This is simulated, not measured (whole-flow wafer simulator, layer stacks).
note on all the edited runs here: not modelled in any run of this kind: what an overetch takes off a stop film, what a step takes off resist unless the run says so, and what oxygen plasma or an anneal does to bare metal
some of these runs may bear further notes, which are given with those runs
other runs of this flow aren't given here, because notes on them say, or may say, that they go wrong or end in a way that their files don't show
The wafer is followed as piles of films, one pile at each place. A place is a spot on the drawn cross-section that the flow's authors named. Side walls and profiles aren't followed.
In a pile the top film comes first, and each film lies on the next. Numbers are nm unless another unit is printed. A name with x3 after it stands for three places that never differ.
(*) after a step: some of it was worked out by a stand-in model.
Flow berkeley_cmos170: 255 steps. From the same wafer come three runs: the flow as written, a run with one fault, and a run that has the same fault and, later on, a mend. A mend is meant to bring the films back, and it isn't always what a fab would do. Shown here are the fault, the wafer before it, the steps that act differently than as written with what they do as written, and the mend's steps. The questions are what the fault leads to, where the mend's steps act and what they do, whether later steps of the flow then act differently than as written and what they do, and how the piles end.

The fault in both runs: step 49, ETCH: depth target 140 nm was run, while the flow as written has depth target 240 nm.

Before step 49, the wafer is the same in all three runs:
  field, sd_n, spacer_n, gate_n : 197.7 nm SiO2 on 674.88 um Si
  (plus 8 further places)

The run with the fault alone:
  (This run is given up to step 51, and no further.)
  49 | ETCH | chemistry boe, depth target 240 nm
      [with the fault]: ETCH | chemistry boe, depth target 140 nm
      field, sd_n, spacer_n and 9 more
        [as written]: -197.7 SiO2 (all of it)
        [with the fault]: -140 SiO2
  Later steps of the flow acting differently than as written:
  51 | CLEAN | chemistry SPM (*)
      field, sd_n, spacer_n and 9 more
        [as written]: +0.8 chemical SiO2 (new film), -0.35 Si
        [with the fault]: nothing
  Once step 51 is done, the piles at field, sd_n, spacer_n and 9 more depart from the flow's by more than 2% or 0.5 nm, whichever is larger.
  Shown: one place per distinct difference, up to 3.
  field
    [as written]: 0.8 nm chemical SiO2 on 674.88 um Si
    [with the fault]: 57.6 nm SiO2 on 674.88 um Si

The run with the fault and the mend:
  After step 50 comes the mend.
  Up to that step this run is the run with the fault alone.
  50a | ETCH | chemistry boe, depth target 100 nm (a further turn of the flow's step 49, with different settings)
      field, sd_n, spacer_n and 9 more
        -57.6 SiO2 (all of it)
  Every later step of the flow that is run acts as written at every place that is followed.
  By the end, the piles equal the flow's at every place that both follow.
